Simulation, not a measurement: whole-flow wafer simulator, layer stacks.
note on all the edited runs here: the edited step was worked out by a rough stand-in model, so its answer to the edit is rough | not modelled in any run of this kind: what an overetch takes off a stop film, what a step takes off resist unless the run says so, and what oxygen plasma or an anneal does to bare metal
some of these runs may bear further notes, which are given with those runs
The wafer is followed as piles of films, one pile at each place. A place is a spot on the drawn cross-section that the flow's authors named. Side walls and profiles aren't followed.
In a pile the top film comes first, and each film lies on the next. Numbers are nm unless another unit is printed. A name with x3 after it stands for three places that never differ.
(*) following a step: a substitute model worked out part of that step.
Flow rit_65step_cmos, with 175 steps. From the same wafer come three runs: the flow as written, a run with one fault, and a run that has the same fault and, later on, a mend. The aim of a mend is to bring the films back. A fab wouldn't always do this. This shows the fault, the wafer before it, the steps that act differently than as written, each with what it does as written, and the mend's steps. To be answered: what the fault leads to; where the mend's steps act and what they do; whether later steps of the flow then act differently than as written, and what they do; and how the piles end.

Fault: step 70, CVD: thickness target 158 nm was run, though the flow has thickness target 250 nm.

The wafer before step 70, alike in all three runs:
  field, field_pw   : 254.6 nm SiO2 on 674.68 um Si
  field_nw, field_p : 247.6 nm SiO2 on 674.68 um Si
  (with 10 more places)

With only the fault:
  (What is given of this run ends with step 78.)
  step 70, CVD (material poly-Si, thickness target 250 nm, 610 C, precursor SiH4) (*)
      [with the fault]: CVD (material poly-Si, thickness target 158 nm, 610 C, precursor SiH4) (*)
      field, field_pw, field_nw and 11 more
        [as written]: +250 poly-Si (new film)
        [with the fault]: +158 poly-Si (new film)
  Every later step of the flow up to step 78 that is run acts as written, at every place that is followed, to within 2% or 0.5 nm, whichever is larger.
  After step 78, at field, field_pw, field_nw and 11 more, the piles differ from the flow's by more than 2% or 0.5 nm, whichever is larger.
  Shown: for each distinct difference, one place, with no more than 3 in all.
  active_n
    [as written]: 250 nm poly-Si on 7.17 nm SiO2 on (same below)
    [with the fault]: 158 nm poly-Si on 7.17 nm SiO2 on (same below)
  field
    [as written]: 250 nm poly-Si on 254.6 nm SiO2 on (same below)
    [with the fault]: 158 nm poly-Si on 254.6 nm SiO2 on (same below)
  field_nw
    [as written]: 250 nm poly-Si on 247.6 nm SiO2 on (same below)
    [with the fault]: 158 nm poly-Si on 247.6 nm SiO2 on (same below)

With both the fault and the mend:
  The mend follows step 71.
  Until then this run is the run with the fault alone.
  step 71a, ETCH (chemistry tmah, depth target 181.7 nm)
      field, field_pw, field_nw and 11 more
        -158 poly-Si (all of it)
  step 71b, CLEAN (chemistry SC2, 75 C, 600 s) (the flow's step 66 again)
      does not change any film at any place that is followed
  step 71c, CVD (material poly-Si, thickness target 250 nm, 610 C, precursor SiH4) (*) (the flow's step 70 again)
      field, field_pw, field_nw and 11 more
        +250 poly-Si (new film)
  Every later step of the flow that is run acts as written at every place that is followed.
  The piles end the same as the flow's at every place that both follow.
